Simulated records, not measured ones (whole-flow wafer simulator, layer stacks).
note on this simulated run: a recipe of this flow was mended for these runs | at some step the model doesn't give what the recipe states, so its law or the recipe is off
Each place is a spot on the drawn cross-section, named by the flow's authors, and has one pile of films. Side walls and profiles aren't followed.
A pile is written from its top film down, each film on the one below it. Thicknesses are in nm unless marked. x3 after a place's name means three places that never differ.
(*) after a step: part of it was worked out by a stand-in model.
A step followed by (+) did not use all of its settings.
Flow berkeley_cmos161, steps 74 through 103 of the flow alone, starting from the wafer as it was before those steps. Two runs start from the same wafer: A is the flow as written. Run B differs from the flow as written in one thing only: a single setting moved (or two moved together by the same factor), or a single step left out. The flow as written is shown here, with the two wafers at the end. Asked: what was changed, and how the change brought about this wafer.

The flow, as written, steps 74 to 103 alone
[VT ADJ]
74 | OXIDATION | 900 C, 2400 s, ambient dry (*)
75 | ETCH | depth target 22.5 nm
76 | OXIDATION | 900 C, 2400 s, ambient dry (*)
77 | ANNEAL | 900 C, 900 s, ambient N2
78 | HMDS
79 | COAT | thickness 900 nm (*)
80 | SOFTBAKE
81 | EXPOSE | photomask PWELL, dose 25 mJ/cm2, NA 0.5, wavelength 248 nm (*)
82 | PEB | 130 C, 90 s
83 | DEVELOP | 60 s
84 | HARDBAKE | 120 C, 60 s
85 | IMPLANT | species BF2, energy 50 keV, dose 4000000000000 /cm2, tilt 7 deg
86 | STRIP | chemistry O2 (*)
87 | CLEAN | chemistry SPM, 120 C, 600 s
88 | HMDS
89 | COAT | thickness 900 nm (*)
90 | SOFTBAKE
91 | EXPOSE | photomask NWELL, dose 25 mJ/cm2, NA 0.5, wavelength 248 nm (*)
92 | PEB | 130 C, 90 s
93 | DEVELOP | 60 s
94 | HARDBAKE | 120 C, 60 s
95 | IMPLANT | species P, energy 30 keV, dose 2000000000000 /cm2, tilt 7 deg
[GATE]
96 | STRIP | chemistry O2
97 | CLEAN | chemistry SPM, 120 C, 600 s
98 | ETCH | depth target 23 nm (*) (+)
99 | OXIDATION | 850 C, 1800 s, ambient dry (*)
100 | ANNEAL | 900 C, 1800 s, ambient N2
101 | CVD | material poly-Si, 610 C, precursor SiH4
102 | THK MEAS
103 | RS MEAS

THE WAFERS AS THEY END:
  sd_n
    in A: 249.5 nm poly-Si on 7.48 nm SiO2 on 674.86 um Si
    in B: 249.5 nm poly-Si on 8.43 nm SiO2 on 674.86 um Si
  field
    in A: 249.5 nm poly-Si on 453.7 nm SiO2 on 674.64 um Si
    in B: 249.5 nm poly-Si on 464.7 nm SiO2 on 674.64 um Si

What caused this: step 98, ETCH: depth target 12 nm was run, whereas the flow has depth target 23 nm.

How this came from the change, step by step:
  98 | ETCH | depth target 23 nm (*) (+)
      sd_n, spacer_n, gate_n, sd_p, spacer_p, gate_p, contact, m1: A SiO2 loses 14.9 (all of it) | B SiO2 loses 12
      field: A SiO2 loses 23 | B SiO2 loses 12
  99 | OXIDATION | 850 C, 1800 s, ambient dry (*)
      sd_n, spacer_n, gate_n, sd_p, spacer_p, gate_p, contact, m1: A SiO2 gains 7.48 (new film), Si loses 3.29 | B SiO2 gains 5.48, Si loses 2.41
